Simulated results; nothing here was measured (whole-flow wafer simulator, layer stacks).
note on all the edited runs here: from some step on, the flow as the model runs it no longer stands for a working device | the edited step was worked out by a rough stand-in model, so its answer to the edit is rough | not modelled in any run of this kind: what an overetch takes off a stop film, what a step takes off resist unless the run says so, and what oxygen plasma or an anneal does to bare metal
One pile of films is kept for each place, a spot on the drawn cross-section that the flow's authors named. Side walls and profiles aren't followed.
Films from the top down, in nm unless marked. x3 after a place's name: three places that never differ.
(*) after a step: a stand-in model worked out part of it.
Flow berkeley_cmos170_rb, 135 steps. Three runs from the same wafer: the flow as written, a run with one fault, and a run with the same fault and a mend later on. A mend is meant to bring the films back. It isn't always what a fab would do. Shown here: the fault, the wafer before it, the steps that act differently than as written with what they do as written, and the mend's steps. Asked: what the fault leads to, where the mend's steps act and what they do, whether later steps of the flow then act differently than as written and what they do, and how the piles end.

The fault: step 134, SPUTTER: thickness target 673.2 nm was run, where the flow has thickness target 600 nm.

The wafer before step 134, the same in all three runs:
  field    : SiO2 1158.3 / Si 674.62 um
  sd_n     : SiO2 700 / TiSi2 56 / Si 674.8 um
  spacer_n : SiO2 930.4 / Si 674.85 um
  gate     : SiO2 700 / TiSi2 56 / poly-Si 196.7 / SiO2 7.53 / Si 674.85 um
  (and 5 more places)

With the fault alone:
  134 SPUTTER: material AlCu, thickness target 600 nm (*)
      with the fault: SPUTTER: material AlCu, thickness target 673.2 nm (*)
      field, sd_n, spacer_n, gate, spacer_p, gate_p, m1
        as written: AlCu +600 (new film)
        with the fault: AlCu +673.2 (new film)
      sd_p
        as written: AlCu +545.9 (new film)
        with the fault: AlCu +616.1 (new film)
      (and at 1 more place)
  No later step of the flow acts differently than as written at any place that is followed.
  At the end the piles differ from the flow's by more than 2% or 0.5 nm, whichever is larger, at field, sd_n, spacer_n and 6 more.
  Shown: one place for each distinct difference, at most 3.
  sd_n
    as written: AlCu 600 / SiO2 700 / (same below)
    with the fault: AlCu 673.2 / SiO2 700 / (same below)
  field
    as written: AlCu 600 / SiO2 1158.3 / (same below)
    with the fault: AlCu 673.2 / SiO2 1158.3 / (same below)
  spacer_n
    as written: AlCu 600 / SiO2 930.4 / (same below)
    with the fault: AlCu 673.2 / SiO2 930.4 / (same below)

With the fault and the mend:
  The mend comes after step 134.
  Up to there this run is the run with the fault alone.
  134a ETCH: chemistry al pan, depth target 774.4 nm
      field, sd_n, spacer_n, gate, spacer_p, gate_p, m1
        AlCu -673.2 (all of it)
      sd_p
        AlCu -616.1 (all of it)
      contact
        AlCu -463.1 (all of it)
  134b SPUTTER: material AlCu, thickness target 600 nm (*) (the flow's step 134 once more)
      field, sd_n, spacer_n, gate, spacer_p, gate_p, m1
        AlCu +600 (new film)
      sd_p
        AlCu +545.9 (new film)
      contact
        AlCu +415.1 (new film)
  No later step of the flow acts differently than as written at any place that is followed.
  At the end the piles are the same as the flow's at every place that both follow.
